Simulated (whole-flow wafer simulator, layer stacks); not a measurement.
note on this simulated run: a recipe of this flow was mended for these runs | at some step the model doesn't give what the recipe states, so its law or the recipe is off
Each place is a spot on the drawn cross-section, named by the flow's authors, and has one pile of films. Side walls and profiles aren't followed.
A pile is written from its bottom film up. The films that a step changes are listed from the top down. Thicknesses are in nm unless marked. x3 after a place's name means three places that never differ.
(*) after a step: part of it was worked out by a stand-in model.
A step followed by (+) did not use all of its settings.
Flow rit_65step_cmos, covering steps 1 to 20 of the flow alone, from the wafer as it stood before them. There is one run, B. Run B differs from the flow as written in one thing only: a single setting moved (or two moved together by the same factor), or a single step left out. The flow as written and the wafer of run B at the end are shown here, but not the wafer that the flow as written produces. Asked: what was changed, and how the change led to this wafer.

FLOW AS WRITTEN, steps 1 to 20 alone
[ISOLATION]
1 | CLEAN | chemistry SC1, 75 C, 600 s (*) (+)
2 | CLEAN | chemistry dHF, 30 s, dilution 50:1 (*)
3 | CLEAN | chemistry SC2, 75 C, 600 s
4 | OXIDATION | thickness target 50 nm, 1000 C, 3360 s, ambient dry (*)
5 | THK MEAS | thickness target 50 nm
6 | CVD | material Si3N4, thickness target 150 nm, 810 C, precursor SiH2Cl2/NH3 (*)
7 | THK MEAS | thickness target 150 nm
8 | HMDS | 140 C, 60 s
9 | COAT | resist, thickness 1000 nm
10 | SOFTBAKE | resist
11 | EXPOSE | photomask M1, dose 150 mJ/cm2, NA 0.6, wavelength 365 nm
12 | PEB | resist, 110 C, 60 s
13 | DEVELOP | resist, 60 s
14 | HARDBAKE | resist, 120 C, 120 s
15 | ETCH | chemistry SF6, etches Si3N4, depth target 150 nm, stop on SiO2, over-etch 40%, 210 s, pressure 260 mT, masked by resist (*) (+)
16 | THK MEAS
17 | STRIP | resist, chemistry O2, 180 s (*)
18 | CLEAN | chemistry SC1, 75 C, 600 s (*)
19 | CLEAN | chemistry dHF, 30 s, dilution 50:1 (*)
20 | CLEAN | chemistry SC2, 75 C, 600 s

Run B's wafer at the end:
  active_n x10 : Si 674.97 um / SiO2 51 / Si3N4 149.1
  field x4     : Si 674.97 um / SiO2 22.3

What caused this: step 18, CLEAN: 832 s was run, whereas the flow has 600 s.

How this came from the change, step by step:
  18 | CLEAN | chemistry SC1, 75 C, 600 s (*)
      field x4: SiO2 loses 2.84 (in the flow as written it would be: SiO2 loses 2.05)
